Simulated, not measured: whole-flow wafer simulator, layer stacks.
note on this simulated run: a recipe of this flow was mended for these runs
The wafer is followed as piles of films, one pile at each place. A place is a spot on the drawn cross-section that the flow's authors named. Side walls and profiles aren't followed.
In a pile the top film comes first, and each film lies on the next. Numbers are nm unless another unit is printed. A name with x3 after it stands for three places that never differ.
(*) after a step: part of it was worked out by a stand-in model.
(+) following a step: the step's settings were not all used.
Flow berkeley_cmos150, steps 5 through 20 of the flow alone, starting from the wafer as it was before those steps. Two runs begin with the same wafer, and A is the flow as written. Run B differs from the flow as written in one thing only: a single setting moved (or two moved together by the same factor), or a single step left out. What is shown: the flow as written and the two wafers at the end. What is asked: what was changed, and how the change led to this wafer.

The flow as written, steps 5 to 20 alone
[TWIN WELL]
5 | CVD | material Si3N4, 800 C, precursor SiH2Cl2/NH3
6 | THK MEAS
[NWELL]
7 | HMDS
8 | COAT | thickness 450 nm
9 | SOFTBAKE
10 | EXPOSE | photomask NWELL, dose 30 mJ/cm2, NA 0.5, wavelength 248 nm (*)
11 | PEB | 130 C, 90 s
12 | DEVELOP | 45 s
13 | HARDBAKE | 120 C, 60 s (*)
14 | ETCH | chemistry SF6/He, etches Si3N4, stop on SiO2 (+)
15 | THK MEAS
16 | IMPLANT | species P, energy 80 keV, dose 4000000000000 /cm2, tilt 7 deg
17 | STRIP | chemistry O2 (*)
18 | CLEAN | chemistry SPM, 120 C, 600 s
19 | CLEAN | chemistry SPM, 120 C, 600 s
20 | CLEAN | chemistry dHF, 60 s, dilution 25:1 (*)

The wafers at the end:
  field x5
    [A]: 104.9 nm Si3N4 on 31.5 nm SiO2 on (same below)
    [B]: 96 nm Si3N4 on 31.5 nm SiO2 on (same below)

Cause: step 5, CVD: 792 C was run, while the flow as written has 800 C.

The path from the change to this, step by step:
  5 | CVD | material Si3N4, 800 C, precursor SiH2Cl2/NH3
      field x5, field_p x3: A +106 Si3N4 (new film) | B +97.2 Si3N4 (new film)
  14 | ETCH | chemistry SF6/He, etches Si3N4, stop on SiO2 (+)
      field x5: A -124 KrF-resist | B -114.3 KrF-resist
      field_p x3: A -106 Si3N4 (all of it), -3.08 SiO2 | B -97.2 Si3N4 (all of it), -3.08 SiO2
  17 | STRIP | chemistry O2 (*)
      field x5: A -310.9 KrF-resist (all of it) | B -320.5 KrF-resist (all of it)
